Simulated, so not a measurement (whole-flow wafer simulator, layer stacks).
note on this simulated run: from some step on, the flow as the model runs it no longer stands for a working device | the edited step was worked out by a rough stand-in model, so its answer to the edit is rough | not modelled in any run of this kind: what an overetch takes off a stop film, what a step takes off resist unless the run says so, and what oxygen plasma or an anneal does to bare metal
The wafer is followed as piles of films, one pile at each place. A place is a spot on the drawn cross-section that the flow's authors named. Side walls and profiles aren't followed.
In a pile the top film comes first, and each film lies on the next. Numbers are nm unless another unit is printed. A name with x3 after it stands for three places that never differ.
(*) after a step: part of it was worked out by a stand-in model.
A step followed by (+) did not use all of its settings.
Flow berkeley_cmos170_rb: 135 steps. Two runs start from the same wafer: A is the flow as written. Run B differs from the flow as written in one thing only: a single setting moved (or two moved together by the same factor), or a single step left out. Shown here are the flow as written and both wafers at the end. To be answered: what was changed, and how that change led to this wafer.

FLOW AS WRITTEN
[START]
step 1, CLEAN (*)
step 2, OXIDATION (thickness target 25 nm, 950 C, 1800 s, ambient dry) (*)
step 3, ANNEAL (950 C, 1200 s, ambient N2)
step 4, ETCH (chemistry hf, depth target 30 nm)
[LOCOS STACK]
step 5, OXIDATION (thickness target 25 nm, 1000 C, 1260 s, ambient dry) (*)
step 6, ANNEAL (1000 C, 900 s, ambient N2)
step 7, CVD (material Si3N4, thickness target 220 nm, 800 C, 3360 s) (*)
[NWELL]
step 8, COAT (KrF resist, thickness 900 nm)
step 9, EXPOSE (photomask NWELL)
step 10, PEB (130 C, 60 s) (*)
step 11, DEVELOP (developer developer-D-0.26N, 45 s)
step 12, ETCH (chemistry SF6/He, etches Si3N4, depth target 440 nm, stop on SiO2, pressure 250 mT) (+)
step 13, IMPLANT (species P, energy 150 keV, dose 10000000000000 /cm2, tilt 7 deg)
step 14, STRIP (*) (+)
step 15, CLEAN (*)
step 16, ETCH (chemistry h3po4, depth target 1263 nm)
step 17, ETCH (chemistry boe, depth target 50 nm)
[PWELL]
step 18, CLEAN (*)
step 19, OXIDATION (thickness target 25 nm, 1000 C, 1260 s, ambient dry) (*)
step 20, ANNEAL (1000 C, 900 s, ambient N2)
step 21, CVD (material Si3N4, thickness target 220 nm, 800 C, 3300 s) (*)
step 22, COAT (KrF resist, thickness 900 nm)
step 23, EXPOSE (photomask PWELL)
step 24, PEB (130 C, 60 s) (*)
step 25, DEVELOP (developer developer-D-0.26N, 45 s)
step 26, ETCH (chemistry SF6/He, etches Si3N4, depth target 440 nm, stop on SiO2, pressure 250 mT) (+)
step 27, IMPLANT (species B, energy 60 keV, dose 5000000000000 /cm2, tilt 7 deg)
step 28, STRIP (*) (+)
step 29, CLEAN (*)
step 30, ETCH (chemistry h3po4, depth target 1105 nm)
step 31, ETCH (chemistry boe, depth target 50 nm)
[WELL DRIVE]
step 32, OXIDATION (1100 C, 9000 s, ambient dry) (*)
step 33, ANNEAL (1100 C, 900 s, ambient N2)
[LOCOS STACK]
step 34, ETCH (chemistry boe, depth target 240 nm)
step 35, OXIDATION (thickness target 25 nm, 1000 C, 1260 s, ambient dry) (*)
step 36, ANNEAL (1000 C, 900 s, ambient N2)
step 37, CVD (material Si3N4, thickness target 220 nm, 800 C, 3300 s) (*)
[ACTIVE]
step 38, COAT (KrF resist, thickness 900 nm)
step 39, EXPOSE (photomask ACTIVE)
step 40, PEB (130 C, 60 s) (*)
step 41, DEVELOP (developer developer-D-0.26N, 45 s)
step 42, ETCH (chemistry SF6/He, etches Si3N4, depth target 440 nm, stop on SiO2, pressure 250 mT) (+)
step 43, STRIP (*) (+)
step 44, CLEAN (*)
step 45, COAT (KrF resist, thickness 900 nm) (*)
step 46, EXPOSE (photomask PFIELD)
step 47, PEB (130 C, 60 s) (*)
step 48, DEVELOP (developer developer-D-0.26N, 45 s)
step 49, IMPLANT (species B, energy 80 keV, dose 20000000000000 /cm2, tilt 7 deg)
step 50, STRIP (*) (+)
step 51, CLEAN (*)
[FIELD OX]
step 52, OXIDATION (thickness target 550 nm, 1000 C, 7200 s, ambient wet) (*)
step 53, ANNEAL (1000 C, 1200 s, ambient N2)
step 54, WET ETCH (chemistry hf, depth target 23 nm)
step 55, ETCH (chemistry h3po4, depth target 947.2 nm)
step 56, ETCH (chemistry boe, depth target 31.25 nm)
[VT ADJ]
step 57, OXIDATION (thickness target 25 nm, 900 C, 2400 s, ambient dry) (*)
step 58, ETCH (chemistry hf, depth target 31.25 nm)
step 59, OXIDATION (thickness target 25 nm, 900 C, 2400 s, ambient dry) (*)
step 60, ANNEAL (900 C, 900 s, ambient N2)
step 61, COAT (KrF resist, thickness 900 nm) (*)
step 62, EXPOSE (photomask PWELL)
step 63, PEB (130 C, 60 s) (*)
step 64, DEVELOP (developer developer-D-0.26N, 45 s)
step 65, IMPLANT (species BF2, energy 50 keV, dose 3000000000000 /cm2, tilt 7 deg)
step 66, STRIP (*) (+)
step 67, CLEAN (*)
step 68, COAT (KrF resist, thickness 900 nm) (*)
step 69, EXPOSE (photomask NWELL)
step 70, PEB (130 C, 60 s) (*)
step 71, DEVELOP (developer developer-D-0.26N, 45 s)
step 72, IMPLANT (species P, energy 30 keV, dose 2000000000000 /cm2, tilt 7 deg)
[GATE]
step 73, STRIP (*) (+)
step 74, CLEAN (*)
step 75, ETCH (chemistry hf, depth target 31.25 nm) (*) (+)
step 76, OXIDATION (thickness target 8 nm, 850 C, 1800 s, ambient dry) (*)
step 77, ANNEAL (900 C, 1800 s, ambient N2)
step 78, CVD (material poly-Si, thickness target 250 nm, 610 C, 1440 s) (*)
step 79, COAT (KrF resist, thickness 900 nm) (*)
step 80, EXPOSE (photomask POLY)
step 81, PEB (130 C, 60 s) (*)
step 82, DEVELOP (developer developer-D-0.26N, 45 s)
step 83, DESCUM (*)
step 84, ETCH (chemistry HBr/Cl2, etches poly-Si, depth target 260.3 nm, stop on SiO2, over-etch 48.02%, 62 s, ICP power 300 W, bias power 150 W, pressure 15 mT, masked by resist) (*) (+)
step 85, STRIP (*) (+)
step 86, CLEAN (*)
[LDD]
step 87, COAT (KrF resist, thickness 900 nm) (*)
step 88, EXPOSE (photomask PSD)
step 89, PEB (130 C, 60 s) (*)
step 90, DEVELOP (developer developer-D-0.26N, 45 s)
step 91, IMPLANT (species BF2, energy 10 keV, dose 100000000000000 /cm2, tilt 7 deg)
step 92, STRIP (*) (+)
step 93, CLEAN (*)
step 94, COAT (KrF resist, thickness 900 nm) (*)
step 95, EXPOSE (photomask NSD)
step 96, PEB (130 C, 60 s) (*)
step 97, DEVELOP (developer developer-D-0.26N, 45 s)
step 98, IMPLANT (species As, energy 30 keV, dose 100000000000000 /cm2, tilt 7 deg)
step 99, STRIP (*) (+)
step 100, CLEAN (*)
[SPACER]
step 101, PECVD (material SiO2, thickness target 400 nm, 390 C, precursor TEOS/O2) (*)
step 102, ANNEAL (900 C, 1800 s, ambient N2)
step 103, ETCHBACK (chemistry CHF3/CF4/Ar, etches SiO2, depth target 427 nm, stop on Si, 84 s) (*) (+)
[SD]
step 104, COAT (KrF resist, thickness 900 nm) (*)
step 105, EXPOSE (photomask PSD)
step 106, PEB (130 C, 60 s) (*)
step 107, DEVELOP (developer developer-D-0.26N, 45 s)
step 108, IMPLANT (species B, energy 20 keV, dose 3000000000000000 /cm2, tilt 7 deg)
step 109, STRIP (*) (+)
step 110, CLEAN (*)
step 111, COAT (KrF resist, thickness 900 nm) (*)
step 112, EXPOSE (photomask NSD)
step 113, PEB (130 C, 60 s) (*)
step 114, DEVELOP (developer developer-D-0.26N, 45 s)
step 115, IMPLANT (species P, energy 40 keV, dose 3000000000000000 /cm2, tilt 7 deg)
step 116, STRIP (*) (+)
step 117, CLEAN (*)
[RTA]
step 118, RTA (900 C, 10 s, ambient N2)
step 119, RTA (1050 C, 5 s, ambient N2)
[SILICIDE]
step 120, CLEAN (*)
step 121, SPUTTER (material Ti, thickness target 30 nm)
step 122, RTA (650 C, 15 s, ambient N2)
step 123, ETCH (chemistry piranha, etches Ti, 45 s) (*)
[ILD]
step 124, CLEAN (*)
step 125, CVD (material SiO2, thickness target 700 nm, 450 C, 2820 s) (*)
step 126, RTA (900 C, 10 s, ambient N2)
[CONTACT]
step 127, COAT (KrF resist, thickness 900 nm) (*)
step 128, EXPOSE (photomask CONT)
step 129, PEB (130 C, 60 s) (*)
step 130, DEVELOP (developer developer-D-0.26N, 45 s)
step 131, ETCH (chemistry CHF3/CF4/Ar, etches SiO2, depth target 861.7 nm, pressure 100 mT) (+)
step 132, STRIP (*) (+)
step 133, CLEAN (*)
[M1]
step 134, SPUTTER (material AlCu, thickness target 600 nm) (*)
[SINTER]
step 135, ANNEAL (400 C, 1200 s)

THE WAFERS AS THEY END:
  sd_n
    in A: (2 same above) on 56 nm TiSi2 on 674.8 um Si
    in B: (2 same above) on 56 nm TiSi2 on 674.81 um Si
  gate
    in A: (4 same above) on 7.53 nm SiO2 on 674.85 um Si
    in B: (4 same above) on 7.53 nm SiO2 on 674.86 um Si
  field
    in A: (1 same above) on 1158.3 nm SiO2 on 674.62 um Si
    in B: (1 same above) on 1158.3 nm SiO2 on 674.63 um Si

What caused this: step 32, OXIDATION: 7200 s was run, though the flow has 9000 s.

How this came from the change, step by step:
  step 32, OXIDATION (1100 C, 9000 s, ambient dry) (*)
      field, sd_n, spacer_n and 6 more: A SiO2 gains 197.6 (new film), Si loses 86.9 | B SiO2 gains 172.4 (new film), Si loses 75.9
  step 34, ETCH (chemistry boe, depth target 240 nm)
      field, sd_n, spacer_n and 6 more: A SiO2 loses 197.6 (all of it) | B SiO2 loses 172.4 (all of it)
